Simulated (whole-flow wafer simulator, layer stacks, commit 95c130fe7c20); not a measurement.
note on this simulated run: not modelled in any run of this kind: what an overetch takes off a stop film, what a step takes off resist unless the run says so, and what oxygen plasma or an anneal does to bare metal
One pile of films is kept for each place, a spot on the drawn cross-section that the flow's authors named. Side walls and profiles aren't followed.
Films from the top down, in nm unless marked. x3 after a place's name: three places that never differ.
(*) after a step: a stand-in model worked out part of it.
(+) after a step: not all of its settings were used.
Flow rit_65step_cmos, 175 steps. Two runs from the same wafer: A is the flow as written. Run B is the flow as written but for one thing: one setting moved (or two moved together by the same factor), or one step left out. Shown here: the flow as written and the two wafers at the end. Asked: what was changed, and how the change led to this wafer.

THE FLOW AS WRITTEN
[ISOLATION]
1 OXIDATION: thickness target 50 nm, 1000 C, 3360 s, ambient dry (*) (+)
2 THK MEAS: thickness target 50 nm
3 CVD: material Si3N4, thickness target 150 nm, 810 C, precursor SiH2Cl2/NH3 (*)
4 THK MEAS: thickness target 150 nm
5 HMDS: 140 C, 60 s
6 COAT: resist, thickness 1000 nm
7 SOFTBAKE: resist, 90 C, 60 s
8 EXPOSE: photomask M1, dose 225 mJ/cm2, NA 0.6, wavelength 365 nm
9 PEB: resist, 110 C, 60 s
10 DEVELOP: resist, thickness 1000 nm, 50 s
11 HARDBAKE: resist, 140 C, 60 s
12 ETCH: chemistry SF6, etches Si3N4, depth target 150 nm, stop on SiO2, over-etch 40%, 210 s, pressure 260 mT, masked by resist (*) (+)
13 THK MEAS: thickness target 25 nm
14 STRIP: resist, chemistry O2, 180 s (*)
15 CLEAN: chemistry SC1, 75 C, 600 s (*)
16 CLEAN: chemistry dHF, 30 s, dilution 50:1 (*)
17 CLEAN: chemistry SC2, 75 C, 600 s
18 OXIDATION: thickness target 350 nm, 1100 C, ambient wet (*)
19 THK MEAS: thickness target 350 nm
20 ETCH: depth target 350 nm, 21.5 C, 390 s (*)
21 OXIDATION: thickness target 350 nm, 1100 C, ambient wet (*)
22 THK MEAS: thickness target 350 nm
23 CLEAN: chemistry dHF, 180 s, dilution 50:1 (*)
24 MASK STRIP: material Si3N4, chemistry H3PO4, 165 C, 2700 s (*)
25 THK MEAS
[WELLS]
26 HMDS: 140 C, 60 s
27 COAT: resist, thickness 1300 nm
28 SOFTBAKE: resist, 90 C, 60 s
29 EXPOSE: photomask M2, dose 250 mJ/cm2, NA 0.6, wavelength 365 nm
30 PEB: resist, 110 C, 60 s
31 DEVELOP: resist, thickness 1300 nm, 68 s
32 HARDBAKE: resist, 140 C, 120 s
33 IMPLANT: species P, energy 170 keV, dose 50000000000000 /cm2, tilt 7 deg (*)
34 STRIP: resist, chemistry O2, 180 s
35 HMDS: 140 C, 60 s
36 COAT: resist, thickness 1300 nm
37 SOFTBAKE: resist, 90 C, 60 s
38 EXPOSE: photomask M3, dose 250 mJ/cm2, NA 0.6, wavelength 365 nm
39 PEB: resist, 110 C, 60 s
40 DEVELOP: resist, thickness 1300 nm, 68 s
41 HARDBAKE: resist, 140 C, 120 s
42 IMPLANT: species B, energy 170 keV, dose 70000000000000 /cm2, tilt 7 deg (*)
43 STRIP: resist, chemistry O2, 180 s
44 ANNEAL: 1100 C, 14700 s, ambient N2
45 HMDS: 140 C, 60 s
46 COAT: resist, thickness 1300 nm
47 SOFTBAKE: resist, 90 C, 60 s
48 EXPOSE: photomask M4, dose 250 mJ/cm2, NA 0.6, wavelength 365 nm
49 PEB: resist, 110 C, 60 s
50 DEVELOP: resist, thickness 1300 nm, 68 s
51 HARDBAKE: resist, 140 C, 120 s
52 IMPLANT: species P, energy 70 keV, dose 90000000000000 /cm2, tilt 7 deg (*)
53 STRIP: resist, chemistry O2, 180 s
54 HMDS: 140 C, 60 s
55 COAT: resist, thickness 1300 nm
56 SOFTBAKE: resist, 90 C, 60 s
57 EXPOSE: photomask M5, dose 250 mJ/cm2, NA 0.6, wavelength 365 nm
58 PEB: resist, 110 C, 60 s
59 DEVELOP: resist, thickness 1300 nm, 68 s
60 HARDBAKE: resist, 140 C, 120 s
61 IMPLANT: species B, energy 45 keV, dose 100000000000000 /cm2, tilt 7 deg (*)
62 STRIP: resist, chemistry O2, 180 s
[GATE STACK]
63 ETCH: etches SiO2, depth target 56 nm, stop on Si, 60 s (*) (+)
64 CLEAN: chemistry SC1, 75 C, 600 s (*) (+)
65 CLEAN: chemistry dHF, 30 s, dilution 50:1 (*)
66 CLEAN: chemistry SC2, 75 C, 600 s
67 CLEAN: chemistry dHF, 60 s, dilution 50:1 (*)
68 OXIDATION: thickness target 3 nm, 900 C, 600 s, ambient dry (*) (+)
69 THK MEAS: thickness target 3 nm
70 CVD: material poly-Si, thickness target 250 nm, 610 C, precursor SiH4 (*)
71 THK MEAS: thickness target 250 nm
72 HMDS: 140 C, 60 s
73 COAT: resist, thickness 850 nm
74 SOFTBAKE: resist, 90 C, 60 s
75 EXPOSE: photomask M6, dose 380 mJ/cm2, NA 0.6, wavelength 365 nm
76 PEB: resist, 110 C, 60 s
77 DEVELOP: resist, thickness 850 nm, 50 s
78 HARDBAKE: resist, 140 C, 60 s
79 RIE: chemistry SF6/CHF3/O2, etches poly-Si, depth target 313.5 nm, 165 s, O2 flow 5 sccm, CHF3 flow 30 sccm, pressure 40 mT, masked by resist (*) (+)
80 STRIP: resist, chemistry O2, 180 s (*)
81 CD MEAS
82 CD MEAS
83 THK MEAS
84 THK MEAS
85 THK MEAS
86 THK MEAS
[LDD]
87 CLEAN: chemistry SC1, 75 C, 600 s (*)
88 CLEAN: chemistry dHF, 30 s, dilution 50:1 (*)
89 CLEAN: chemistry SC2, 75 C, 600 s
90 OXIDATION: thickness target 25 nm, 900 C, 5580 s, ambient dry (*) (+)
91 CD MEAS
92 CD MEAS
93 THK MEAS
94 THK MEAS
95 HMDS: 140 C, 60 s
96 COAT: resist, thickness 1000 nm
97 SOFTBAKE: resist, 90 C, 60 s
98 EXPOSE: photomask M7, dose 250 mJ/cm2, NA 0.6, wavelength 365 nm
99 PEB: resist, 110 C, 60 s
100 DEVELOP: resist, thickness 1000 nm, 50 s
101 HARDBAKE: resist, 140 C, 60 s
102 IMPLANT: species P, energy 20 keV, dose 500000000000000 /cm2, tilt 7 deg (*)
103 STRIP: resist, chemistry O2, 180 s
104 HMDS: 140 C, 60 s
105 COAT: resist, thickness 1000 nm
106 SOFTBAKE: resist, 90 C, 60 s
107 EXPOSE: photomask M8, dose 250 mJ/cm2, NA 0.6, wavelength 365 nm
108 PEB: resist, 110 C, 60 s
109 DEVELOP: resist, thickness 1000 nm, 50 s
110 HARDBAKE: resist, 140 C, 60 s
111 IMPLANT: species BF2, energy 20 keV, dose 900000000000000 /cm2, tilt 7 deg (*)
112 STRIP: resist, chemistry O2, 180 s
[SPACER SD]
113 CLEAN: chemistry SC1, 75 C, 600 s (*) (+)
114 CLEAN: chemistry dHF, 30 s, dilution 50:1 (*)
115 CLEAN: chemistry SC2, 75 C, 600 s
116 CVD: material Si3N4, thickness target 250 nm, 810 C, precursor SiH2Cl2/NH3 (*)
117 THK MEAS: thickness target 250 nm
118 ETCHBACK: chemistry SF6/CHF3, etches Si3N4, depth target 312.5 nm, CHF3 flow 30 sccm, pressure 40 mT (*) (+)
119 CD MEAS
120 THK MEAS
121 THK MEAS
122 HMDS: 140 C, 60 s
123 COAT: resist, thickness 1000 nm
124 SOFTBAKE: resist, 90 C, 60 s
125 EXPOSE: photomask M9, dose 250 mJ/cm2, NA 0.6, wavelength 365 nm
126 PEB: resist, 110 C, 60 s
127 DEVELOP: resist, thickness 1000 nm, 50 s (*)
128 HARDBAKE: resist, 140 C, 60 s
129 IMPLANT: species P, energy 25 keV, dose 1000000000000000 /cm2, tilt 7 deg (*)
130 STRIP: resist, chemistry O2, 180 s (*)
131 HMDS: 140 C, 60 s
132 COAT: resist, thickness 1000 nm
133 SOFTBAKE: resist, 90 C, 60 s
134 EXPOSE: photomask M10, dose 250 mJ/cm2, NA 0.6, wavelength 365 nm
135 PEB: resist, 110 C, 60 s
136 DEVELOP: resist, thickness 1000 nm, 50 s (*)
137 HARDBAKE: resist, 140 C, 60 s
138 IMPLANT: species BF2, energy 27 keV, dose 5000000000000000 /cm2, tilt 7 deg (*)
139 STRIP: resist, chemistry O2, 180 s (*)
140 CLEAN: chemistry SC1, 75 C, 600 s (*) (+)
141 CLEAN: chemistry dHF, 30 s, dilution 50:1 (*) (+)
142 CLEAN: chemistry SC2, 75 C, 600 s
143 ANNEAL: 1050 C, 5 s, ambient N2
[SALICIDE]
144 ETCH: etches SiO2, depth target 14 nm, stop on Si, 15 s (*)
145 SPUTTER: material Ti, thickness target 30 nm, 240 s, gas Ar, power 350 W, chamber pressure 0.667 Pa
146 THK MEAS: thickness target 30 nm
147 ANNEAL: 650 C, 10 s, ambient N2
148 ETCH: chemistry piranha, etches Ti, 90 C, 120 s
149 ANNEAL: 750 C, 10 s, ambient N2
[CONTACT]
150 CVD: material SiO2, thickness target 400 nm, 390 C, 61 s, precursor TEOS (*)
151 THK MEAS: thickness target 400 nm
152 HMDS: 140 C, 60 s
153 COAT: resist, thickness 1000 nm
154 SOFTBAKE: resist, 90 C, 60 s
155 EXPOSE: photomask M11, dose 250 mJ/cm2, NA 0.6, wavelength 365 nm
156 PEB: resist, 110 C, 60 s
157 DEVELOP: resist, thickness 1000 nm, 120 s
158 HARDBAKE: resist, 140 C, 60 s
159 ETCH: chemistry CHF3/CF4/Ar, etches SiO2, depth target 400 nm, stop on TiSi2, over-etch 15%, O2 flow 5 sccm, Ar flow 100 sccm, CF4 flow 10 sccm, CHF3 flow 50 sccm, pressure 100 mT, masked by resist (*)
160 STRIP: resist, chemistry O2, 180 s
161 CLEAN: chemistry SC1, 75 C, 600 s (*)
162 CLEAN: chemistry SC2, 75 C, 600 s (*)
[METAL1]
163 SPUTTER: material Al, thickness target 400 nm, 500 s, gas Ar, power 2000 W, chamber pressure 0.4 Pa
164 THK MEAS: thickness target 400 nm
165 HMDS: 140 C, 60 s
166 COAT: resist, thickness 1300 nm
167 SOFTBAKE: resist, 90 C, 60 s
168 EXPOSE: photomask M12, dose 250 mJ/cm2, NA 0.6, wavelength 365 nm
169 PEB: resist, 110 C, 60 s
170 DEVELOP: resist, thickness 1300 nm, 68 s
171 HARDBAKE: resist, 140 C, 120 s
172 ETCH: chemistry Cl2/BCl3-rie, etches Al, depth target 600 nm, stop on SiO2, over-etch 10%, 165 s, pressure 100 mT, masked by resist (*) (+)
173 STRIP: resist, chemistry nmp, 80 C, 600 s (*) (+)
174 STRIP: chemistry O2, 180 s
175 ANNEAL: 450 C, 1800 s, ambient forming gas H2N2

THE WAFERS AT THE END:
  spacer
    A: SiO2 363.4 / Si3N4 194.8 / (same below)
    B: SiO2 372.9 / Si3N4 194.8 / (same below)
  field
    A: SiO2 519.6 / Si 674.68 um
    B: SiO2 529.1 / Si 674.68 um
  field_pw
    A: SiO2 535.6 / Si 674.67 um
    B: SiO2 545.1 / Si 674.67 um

The cause: step 163, SPUTTER: power 2380 W was run, where the flow has power 2000 W.

How the change led to this, step by step:
  163 SPUTTER: material Al, thickness target 400 nm, 500 s, gas Ar, power 2000 W, chamber pressure 0.4 Pa
      field, field_pw, field_p, spacer, spacer_p: A Al +400 (new film) | B Al +476 (new film)
      gate_n, gate_p: A Al +396 (new film) | B Al +467.1 (new film)
      (and at 1 more place)
  172 ETCH: chemistry Cl2/BCl3-rie, etches Al, depth target 600 nm, stop on SiO2, over-etch 10%, 165 s, pressure 100 mT, masked by resist (*) (+)
      field, field_pw, field_p, spacer, spacer_p: A Al -400 (all of it), SiO2 -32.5 | B Al -476 (all of it), SiO2 -23
      gate_n, gate_p: A Al -396 (all of it), SiO2 -33 | B Al -467.1 (all of it), SiO2 -24.1
      (and at 1 more place)
